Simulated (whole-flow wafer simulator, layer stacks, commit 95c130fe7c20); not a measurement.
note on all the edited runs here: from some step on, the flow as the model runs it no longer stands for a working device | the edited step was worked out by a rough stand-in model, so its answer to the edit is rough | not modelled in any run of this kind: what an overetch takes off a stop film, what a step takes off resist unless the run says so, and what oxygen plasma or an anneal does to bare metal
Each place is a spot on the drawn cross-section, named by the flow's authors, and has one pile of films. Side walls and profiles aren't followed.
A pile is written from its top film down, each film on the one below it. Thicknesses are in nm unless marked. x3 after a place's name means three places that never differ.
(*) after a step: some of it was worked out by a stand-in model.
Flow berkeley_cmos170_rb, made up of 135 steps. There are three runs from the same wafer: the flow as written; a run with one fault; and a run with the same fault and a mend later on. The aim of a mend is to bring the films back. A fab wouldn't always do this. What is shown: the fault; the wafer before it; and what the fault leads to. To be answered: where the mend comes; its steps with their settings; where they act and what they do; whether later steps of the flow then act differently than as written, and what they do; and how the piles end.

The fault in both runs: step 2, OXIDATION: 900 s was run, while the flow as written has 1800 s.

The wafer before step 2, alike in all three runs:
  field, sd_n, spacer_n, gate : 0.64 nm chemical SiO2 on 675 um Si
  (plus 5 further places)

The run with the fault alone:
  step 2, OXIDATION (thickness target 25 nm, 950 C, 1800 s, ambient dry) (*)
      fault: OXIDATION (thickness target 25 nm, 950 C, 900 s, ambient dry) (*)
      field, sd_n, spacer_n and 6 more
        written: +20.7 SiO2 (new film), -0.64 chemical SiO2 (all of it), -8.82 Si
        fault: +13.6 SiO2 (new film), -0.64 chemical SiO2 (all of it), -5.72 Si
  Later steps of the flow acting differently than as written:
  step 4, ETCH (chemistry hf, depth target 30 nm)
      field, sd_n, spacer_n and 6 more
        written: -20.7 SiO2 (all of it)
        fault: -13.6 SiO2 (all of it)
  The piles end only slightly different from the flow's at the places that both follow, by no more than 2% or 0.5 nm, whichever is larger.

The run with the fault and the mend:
  The mend stands after step 2.
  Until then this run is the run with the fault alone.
  step 2a, OXIDATION (thickness target 25 nm, 950 C, 900 s, ambient dry) (*) (the flow's step 2, run once more with other settings)
      field, sd_n, spacer_n and 6 more
        +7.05 SiO2, -3.1 Si
  None of the later steps of the flow acts differently than as written at any place that is followed.
  By the end, the piles equal the flow's at every place that both follow.
